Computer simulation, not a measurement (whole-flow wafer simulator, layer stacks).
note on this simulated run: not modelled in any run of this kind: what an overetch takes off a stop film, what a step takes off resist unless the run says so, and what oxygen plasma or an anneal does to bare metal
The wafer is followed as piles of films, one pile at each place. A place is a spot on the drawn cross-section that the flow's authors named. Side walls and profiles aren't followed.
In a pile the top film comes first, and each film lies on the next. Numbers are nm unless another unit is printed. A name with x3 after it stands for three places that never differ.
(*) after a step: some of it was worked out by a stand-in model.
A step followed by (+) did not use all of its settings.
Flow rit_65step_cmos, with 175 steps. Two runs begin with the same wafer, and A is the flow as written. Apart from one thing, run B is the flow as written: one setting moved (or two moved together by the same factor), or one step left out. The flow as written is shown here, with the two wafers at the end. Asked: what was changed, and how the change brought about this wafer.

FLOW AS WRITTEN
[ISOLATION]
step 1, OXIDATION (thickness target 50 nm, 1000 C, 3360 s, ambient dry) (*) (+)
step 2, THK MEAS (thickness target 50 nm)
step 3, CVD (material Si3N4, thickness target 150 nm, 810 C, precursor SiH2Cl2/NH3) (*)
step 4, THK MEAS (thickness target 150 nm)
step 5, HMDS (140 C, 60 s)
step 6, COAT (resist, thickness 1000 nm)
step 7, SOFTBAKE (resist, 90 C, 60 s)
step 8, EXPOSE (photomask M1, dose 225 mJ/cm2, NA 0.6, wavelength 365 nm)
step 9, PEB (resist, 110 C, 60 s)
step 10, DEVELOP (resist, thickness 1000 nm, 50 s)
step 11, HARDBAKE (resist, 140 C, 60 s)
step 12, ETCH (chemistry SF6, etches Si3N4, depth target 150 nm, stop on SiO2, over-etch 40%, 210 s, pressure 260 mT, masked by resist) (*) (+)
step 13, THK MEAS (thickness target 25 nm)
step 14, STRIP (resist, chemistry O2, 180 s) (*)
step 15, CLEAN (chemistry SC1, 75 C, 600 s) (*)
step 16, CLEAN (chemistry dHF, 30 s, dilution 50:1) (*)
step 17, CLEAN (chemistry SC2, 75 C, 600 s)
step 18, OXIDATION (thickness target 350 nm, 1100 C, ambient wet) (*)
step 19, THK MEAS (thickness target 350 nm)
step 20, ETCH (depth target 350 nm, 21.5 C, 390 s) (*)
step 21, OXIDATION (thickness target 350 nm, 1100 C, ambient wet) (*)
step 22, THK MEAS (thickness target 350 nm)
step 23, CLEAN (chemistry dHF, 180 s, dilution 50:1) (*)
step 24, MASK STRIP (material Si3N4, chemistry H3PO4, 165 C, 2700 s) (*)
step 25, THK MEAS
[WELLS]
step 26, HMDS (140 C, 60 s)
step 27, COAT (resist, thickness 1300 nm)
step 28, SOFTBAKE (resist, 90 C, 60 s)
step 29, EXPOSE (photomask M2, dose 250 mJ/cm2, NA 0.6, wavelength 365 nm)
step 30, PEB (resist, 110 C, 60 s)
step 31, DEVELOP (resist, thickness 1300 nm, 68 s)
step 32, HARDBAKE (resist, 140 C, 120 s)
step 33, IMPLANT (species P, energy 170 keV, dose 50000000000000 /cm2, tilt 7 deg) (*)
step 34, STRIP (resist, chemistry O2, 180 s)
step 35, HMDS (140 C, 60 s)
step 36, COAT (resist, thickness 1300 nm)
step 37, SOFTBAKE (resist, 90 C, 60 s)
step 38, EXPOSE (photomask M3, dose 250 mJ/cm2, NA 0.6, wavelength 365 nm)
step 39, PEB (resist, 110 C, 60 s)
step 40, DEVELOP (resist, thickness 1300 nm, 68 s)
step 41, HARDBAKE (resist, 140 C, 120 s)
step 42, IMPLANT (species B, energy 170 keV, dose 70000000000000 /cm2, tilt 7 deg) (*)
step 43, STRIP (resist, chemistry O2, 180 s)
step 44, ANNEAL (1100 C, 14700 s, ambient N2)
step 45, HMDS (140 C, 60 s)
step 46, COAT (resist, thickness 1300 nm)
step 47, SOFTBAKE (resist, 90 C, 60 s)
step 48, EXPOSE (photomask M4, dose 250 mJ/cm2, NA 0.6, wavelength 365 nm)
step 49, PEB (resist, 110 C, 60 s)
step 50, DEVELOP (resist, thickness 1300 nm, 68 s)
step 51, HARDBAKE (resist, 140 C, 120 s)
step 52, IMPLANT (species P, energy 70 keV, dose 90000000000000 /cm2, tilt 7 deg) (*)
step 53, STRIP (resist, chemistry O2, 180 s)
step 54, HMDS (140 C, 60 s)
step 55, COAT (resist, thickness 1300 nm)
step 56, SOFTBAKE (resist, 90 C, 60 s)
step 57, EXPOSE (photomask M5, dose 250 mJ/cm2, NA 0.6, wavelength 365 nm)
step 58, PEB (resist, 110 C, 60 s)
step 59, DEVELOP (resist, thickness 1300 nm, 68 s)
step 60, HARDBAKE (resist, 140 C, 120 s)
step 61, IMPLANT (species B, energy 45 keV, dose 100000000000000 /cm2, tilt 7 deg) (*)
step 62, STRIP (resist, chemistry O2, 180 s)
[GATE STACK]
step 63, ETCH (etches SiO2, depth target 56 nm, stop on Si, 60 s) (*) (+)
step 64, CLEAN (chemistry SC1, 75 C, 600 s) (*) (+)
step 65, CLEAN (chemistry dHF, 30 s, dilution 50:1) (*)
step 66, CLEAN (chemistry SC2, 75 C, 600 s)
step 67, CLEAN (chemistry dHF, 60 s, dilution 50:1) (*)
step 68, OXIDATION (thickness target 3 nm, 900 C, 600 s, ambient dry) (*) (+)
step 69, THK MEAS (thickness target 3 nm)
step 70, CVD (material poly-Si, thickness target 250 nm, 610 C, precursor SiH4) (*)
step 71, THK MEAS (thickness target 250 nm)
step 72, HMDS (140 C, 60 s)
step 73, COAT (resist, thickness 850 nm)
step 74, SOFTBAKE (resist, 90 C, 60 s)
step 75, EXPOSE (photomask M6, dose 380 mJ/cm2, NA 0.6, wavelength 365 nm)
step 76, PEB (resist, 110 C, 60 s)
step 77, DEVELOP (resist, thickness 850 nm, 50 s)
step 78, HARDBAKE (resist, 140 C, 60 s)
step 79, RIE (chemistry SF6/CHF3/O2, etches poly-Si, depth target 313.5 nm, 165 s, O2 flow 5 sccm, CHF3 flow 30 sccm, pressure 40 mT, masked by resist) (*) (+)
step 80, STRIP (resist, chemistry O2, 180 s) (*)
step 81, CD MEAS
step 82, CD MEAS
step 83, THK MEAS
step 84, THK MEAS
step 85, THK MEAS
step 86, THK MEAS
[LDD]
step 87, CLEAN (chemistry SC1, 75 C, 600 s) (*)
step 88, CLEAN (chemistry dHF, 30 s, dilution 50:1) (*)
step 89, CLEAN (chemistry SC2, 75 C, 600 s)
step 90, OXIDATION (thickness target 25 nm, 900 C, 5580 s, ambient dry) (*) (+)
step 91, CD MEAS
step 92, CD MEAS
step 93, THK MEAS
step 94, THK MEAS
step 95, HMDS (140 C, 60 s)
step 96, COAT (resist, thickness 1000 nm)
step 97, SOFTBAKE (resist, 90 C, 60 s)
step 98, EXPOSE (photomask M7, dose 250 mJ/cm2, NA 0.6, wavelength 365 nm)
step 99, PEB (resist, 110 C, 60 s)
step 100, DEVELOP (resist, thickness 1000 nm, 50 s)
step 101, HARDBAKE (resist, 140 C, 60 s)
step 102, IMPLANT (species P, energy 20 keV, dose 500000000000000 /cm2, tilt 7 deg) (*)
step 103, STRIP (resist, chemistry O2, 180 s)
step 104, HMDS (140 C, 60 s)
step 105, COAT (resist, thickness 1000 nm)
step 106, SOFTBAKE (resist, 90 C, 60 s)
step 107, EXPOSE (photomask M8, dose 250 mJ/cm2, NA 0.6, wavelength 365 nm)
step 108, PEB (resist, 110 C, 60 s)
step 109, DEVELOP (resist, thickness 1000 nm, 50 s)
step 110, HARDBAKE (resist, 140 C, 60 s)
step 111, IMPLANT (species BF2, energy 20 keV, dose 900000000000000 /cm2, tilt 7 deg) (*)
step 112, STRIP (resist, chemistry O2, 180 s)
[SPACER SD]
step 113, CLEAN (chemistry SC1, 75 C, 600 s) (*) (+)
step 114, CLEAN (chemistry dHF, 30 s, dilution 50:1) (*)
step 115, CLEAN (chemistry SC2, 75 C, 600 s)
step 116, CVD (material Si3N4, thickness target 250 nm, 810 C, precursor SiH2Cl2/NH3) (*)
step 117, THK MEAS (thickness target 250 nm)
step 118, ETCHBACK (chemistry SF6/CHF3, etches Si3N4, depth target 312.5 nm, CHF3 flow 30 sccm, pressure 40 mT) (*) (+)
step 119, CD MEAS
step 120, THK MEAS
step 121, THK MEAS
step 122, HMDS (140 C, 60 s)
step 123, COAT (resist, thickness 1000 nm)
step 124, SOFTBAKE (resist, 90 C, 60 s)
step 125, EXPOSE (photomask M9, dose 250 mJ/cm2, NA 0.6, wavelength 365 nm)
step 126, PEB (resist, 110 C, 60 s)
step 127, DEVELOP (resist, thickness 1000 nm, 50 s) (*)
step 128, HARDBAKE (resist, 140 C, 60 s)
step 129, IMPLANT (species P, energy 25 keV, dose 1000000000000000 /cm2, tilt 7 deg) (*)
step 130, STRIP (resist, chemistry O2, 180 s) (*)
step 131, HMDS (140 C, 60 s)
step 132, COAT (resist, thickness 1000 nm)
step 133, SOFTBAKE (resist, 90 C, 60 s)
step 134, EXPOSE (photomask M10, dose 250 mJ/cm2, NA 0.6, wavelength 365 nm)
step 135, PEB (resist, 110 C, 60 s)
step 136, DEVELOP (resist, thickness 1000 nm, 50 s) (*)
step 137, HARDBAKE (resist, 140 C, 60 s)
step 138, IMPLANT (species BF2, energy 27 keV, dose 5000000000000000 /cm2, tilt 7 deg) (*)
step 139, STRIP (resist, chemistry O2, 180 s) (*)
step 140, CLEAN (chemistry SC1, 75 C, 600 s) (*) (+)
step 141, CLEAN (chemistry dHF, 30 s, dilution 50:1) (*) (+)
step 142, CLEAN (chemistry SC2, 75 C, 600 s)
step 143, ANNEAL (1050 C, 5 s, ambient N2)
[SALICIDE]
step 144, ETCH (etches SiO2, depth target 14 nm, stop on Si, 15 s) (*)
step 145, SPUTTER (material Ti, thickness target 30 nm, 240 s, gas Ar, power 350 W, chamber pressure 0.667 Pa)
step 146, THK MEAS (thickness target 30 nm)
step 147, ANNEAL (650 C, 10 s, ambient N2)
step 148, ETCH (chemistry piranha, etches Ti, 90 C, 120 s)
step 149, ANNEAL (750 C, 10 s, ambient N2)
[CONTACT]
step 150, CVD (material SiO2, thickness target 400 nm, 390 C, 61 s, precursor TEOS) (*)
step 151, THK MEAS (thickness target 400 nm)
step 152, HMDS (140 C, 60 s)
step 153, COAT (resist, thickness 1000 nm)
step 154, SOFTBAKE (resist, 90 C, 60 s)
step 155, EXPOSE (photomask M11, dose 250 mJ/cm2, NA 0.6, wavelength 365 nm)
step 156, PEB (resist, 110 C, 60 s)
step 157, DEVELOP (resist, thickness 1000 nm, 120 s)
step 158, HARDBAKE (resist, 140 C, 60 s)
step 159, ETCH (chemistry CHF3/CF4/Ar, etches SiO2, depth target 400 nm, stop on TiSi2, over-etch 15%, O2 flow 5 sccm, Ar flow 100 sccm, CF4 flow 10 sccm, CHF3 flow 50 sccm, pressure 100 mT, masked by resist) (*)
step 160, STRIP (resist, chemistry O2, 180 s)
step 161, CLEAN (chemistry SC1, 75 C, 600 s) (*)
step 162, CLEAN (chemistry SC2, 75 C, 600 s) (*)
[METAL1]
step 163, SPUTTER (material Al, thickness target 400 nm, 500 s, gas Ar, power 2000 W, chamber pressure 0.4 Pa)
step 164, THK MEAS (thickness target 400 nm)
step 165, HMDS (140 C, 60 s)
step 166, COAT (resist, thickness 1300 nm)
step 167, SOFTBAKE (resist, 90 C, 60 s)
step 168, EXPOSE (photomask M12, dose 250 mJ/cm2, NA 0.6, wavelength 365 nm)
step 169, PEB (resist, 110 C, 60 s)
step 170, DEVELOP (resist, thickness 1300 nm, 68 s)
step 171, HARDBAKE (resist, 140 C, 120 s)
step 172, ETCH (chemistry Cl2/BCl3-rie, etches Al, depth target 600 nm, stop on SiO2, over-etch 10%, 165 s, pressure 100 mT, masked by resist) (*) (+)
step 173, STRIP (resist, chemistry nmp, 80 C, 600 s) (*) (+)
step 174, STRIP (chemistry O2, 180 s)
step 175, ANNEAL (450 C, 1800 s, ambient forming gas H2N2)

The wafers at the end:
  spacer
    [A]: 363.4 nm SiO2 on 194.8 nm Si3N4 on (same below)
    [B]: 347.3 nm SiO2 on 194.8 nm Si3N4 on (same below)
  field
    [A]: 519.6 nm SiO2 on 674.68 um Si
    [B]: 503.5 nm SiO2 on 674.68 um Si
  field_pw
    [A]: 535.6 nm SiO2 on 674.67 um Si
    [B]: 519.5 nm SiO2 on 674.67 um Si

Cause: step 163, SPUTTER: thickness target 271 nm was run, though the flow has thickness target 400 nm; step 163, SPUTTER: 338 s was run, where the flow has 500 s.

Step by step, how the change led to this:
  step 163, SPUTTER (material Al, thickness target 400 nm, 500 s, gas Ar, power 2000 W, chamber pressure 0.4 Pa)
      field, field_p, spacer, spacer_p: A Al gains 400 (new film) | B Al gains 271 (new film)
      gate_n, gate_p: A Al gains 396 (new film) | B Al gains 271 (new film)
      (also at 2 further places)
  step 172, ETCH (chemistry Cl2/BCl3-rie, etches Al, depth target 600 nm, stop on SiO2, over-etch 10%, 165 s, pressure 100 mT, masked by resist) (*) (+)
      field, field_p, spacer, spacer_p: A Al loses 400 (all of it), SiO2 loses 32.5 | B Al loses 271 (all of it), SiO2 loses 48.6
      gate_n, gate_p: A Al loses 396 (all of it), SiO2 loses 33 | B Al loses 271 (all of it), SiO2 loses 48.6
      (also at 2 further places)
